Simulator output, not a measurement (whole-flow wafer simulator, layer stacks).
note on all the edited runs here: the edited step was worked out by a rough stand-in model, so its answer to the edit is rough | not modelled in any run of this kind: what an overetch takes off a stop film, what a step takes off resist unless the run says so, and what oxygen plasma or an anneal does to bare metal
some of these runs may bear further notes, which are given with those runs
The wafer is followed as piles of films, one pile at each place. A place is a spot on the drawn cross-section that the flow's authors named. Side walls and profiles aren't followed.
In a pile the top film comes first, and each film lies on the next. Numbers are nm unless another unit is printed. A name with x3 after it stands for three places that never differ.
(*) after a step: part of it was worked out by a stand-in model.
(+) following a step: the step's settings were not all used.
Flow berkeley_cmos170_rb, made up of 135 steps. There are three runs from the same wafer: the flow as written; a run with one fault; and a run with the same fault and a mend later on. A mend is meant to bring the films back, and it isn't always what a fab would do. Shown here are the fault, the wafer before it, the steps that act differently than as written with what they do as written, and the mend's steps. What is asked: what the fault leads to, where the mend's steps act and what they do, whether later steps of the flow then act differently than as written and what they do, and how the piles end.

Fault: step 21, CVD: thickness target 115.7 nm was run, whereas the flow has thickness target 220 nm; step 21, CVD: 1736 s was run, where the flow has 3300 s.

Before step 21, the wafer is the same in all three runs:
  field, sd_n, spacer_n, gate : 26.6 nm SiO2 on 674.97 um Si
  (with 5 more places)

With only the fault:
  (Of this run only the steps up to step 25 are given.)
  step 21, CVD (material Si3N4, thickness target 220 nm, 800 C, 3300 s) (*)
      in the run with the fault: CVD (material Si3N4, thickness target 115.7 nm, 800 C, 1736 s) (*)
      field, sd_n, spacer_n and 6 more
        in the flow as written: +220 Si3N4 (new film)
        in the run with the fault: +115.7 Si3N4 (new film)
  Every later step of the flow up to step 25 that is run acts as written at every place that is followed.
  The piles after step 25 differ from the flow's at field, sd_n, spacer_n and 6 more by more than 2% or 0.5 nm, whichever is larger.
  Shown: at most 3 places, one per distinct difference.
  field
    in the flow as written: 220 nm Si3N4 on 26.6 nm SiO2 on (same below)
    in the run with the fault: 115.7 nm Si3N4 on 26.6 nm SiO2 on (same below)
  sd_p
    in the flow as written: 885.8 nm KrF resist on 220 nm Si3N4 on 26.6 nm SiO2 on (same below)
    in the run with the fault: 885.8 nm KrF resist on 115.7 nm Si3N4 on 26.6 nm SiO2 on (same below)

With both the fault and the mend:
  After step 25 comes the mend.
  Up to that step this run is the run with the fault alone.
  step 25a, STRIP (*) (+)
      sd_p, spacer_p, gate_p, m1
        -885.8 KrF resist (all of it)
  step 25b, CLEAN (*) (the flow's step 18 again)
      leaves every film unchanged at each place that is followed
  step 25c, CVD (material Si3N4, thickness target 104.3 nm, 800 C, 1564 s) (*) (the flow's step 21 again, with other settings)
      field, sd_n, spacer_n and 6 more
        +104.3 Si3N4
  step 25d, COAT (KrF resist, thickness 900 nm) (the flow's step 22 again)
      field, sd_n, spacer_n and 6 more
        +900 KrF resist (new film)
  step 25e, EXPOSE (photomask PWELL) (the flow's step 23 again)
      leaves every film unchanged at each place that is followed
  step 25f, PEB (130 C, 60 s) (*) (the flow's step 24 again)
      leaves every film unchanged at each place that is followed
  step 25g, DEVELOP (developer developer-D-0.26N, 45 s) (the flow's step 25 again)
      field, sd_n, spacer_n, gate, contact
        -900 KrF resist (all of it)
      sd_p, spacer_p, gate_p, m1
        -14.2 KrF resist
  Every later step of the flow that is run acts as written at every place that is followed.
  The piles end the same as the flow's at every place that both follow.
